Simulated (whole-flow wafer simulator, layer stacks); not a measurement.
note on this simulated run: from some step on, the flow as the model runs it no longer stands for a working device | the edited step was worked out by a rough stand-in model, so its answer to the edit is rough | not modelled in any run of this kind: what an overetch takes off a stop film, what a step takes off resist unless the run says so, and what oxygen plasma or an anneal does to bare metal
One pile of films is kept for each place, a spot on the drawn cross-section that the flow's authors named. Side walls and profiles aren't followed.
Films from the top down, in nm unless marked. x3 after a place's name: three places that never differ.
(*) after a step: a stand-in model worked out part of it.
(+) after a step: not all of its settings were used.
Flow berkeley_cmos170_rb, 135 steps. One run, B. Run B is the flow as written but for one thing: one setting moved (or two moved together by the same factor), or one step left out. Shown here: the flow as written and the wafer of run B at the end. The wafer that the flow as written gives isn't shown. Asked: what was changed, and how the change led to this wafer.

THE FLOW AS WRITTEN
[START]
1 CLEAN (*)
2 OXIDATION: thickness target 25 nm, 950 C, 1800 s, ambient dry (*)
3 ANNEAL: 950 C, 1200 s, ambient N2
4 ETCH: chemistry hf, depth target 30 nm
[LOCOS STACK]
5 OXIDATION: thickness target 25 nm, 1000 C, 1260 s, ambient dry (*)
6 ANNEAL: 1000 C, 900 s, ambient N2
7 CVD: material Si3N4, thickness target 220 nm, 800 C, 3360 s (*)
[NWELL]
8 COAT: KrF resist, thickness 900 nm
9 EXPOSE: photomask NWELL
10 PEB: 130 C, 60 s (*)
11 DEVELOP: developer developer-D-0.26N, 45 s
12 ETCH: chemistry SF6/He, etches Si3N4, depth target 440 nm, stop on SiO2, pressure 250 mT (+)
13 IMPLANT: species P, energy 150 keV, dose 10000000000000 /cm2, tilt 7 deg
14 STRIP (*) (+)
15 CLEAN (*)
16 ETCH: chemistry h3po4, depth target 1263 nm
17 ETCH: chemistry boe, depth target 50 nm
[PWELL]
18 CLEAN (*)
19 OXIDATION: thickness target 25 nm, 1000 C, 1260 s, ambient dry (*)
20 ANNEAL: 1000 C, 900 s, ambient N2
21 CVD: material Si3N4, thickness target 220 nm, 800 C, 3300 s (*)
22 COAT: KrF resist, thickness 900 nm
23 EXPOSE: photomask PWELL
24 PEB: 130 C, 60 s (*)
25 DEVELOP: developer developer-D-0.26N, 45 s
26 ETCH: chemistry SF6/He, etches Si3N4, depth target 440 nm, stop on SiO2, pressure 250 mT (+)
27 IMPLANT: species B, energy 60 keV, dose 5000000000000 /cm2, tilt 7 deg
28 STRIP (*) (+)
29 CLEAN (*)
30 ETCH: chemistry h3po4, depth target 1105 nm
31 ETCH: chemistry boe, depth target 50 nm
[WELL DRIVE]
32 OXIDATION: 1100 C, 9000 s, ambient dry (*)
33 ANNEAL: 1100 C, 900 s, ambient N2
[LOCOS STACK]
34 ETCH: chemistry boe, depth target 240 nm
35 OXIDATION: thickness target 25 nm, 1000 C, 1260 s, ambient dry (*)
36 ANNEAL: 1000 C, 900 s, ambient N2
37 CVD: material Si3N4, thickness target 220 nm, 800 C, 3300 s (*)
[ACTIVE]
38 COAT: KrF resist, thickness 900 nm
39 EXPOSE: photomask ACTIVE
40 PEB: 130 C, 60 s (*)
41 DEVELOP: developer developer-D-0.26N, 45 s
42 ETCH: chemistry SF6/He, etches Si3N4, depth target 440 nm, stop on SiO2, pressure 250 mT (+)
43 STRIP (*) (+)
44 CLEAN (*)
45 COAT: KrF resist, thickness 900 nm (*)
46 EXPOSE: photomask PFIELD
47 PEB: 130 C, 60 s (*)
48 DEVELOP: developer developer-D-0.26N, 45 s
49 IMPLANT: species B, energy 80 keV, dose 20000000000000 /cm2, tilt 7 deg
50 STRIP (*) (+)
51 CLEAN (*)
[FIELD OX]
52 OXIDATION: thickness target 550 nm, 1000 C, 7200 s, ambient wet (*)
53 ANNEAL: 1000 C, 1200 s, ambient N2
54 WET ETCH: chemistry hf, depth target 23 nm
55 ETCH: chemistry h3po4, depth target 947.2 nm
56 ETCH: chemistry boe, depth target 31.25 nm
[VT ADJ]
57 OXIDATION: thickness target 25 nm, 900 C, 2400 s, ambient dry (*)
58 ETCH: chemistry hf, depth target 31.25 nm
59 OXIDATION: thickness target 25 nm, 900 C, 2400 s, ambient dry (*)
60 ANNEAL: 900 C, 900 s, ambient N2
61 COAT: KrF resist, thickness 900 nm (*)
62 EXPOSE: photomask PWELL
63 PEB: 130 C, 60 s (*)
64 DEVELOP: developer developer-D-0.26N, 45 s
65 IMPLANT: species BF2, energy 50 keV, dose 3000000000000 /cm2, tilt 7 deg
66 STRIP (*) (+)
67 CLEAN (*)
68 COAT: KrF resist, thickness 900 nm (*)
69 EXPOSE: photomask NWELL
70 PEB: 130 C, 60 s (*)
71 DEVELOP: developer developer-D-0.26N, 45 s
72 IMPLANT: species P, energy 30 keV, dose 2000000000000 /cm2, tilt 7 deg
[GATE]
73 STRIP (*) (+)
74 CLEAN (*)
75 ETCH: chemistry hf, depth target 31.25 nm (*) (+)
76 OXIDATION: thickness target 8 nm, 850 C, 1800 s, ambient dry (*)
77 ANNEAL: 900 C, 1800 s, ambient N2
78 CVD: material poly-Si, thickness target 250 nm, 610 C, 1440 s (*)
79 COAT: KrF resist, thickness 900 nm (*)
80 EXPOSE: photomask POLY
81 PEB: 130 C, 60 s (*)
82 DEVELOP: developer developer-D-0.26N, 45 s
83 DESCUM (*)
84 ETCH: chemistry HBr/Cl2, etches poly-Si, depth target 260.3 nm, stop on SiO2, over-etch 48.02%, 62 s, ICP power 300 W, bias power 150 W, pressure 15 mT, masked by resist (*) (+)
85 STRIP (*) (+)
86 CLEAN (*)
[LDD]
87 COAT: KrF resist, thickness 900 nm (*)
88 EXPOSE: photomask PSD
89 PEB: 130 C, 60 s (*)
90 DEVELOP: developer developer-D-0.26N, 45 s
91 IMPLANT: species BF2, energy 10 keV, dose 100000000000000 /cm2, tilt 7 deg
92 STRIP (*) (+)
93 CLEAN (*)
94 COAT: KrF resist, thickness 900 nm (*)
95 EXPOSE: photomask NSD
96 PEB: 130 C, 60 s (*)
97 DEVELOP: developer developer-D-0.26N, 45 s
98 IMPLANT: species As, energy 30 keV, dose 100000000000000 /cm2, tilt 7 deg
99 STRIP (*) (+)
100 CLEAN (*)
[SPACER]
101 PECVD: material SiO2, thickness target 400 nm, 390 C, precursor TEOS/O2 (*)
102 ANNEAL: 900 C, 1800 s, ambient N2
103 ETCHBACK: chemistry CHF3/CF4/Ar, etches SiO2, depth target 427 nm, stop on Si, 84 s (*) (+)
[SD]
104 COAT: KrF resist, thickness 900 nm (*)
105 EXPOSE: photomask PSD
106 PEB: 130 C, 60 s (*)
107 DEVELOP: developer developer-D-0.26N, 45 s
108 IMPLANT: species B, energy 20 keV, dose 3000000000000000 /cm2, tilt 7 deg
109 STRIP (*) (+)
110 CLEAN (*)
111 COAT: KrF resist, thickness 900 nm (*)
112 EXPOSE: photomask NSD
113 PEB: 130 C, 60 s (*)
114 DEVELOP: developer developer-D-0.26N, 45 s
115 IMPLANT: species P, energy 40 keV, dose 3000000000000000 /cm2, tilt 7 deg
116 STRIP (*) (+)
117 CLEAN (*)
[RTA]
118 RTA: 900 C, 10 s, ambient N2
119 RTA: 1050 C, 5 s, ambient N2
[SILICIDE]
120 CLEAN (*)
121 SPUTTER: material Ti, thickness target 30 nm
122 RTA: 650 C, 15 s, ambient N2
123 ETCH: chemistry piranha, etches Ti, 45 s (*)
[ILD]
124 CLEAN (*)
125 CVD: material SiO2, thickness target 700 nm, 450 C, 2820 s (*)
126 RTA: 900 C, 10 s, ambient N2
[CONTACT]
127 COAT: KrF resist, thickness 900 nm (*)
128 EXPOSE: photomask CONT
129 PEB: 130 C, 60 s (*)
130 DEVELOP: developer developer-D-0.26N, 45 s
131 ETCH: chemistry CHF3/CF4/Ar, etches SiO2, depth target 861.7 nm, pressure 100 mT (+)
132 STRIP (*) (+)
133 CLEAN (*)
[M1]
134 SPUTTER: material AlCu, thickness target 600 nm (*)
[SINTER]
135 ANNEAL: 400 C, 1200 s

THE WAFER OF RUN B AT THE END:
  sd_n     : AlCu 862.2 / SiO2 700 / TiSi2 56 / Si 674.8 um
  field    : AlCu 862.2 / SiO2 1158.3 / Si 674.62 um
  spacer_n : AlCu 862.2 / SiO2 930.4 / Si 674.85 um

The cause: step 134, SPUTTER: thickness target 862.2 nm was run, where the flow has thickness target 600 nm.
It can be read off the wafer: sd_n has AlCu 862.2, and step 134 as written asks for 600 nm.

How the change led to this, step by step:
  134 SPUTTER: material AlCu, thickness target 600 nm (*)
      field, sd_n, spacer_n, gate, spacer_p, gate_p, m1: AlCu +862.2 (new film) (as written it would be: AlCu +600 (new film))
      sd_p: AlCu +798.4 (new film) (as written it would be: AlCu +545.9 (new film))
      (and at 1 more place)
